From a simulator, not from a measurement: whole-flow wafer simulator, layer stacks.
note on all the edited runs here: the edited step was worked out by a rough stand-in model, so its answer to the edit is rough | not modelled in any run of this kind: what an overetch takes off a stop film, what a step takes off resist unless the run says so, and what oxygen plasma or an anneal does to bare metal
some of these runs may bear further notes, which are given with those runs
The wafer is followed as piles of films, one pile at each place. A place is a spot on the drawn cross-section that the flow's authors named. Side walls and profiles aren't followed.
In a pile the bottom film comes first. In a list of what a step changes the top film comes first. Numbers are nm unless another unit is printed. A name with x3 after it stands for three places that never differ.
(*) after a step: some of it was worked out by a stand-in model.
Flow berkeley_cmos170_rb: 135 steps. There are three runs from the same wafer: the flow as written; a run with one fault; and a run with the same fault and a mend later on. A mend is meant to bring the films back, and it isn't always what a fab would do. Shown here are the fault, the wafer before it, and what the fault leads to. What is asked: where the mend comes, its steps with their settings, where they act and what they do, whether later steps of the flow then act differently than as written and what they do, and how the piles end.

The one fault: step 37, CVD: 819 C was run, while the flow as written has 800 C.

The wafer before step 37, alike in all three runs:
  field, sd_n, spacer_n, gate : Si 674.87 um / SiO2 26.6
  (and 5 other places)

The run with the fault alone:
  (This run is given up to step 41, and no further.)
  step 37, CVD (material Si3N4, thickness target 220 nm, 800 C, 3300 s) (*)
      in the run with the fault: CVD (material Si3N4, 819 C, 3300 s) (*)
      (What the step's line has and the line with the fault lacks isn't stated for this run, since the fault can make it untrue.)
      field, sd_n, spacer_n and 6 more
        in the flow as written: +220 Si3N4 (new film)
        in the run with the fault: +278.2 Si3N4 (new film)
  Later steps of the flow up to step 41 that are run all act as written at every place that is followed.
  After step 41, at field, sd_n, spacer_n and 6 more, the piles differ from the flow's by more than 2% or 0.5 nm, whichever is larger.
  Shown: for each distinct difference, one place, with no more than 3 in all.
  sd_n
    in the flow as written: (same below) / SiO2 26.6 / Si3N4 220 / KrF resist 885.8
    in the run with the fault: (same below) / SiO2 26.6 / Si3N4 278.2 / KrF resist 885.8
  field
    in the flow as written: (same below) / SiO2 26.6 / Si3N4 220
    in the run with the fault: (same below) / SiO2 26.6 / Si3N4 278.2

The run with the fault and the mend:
  After step 37 comes the mend.
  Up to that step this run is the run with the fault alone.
  step 37a, ETCH (chemistry h3po4, depth target 58.2 nm) (a further turn of the flow's step 30, with different settings)
      field, sd_n, spacer_n and 6 more
        -58.2 Si3N4
  Later steps of the flow that are run all act as written at every place that is followed.
  By the end, the piles equal the flow's at every place that both follow.
